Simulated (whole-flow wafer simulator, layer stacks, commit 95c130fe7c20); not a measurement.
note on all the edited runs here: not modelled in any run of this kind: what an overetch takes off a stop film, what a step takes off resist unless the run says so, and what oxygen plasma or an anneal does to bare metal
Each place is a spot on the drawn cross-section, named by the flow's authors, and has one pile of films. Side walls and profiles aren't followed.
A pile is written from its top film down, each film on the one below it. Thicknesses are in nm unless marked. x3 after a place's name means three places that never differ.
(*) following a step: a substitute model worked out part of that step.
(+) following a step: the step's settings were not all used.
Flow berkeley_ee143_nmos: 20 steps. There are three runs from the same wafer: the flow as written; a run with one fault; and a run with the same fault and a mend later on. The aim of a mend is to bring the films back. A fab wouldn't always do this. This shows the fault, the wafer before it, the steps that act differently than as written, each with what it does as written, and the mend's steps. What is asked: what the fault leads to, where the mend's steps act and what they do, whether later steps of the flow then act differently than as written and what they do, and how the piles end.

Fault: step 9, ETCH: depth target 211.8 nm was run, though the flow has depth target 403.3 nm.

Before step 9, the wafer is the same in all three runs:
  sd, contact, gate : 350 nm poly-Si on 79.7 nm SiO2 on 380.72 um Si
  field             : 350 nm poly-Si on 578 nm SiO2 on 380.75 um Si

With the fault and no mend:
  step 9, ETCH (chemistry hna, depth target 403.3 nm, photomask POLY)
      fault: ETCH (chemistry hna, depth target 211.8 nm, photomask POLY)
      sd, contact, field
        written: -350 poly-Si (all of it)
        fault: -211.8 poly-Si
  Steps later in the flow that act otherwise than as written:
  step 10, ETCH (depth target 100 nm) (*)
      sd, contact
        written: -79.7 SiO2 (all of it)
        fault: nothing
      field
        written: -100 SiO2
        fault: nothing
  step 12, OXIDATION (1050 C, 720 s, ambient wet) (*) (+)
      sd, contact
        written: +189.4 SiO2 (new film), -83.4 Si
        fault: +217.6 SiO2 (new film), -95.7 poly-Si
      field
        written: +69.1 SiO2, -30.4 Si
        fault: +217.6 SiO2 (new film), -95.7 poly-Si
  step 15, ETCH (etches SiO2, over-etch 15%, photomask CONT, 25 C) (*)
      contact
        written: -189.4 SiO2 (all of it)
        fault: -217.6 SiO2 (all of it)
  By the end, the piles at sd, contact, field depart from the flow's by more than 2% or 0.5 nm, whichever is larger.
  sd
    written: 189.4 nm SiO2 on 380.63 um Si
    fault: 217.6 nm SiO2 on 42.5 nm poly-Si on 79.7 nm SiO2 on 380.72 um Si
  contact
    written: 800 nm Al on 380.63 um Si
    fault: 800 nm Al on 42.5 nm poly-Si on 79.7 nm SiO2 on 380.72 um Si
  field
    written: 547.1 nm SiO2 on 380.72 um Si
    fault: 217.6 nm SiO2 on 42.5 nm poly-Si on 578 nm SiO2 on 380.75 um Si

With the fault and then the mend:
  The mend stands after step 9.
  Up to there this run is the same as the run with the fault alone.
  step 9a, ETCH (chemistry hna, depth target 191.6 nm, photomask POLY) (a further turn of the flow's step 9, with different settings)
      sd, contact, field
        -138.2 poly-Si (all of it)
  Every later step of the flow that is run acts as written at every place that is followed.
  At every place that both follow, the piles at the end match the flow's.
